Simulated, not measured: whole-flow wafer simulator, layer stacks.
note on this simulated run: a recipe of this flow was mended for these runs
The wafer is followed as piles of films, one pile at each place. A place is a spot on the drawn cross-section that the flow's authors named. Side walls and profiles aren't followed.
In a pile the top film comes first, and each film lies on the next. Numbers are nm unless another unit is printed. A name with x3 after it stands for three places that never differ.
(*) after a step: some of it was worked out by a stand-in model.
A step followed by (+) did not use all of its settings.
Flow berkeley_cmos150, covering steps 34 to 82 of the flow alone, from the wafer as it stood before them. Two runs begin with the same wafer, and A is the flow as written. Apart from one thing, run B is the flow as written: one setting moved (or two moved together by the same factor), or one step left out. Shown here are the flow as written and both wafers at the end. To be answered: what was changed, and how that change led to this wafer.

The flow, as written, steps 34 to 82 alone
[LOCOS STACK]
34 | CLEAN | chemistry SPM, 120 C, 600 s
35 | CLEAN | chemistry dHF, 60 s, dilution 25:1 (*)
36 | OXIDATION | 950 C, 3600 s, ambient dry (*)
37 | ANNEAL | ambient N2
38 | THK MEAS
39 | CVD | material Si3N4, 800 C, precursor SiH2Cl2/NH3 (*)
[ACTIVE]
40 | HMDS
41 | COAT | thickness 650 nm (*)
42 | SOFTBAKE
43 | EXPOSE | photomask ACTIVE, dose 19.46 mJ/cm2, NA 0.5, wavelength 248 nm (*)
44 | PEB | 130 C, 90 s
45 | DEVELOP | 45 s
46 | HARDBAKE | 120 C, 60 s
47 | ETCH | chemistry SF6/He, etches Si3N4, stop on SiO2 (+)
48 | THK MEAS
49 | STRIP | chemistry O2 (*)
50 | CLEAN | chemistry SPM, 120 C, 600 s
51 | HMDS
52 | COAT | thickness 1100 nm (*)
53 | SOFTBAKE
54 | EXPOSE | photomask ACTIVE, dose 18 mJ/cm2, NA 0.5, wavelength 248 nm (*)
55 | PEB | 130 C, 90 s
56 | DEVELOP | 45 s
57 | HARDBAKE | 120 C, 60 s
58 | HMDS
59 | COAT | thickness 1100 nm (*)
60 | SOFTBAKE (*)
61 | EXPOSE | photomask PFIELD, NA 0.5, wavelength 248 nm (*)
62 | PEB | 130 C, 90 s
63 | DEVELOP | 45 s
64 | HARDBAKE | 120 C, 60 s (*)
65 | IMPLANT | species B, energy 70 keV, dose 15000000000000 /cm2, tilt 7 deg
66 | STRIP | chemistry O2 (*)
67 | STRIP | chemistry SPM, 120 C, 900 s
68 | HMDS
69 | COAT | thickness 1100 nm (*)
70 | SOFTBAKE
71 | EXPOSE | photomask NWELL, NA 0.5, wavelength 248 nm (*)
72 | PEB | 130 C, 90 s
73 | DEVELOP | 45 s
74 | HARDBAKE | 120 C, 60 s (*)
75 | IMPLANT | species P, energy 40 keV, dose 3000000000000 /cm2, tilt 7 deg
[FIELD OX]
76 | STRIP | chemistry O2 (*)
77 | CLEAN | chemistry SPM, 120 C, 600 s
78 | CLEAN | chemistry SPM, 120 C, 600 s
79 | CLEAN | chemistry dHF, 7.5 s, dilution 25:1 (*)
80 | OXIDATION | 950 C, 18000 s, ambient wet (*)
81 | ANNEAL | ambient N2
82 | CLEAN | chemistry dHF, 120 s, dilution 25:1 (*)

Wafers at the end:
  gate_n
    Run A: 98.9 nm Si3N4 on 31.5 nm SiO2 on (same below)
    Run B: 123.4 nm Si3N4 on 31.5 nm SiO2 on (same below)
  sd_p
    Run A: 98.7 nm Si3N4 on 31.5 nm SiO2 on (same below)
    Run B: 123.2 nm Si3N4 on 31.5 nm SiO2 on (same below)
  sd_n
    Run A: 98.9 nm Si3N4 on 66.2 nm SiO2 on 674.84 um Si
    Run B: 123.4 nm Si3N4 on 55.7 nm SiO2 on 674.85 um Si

Cause: step 39, CVD: 823 C was run, though the flow has 800 C.

The path from the change to this, step by step:
  39 | CVD | material Si3N4, 800 C, precursor SiH2Cl2/NH3 (*)
      field, field_p, sd_n, gate_n, sd_p, gate_p, contact, m1: A Si3N4 gains 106 (new film) | B Si3N4 gains 130.6 (new film)
  41 | COAT | thickness 650 nm (*)
      field: A KrF-resist gains 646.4 (new film) | B KrF-resist gains 616.6 (new film)
  45 | DEVELOP | 45 s
      field: A KrF-resist loses 645 (all of it) | B KrF-resist loses 615.3 (all of it)
  47 | ETCH | chemistry SF6/He, etches Si3N4, stop on SiO2 (+)
      sd_n, gate_n, sd_p, gate_p, contact, m1: A KrF-resist loses 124 | B KrF-resist loses 150.6
      field, field_p: A Si3N4 loses 106 (all of it), SiO2 loses 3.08 | B Si3N4 loses 130.6 (all of it), SiO2 loses 3.08
  49 | STRIP | chemistry O2 (*)
      sd_n: A KrF-resist loses 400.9 (all of it) | B KrF-resist loses 374.1 (all of it)
      gate_n: A KrF-resist loses 409.3 (all of it) | B KrF-resist loses 382.5 (all of it)
      (and at 4 other places as well)
  80 | OXIDATION | 950 C, 18000 s, ambient wet (*)
      sd_n: A SiO2 gains 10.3 (new film), Si3N4 loses 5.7, SiO2 gains 34.7, Si loses 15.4 | B SiO2 gains 10.3 (new film), Si3N4 loses 5.7, SiO2 gains 24.2, Si loses 10.7
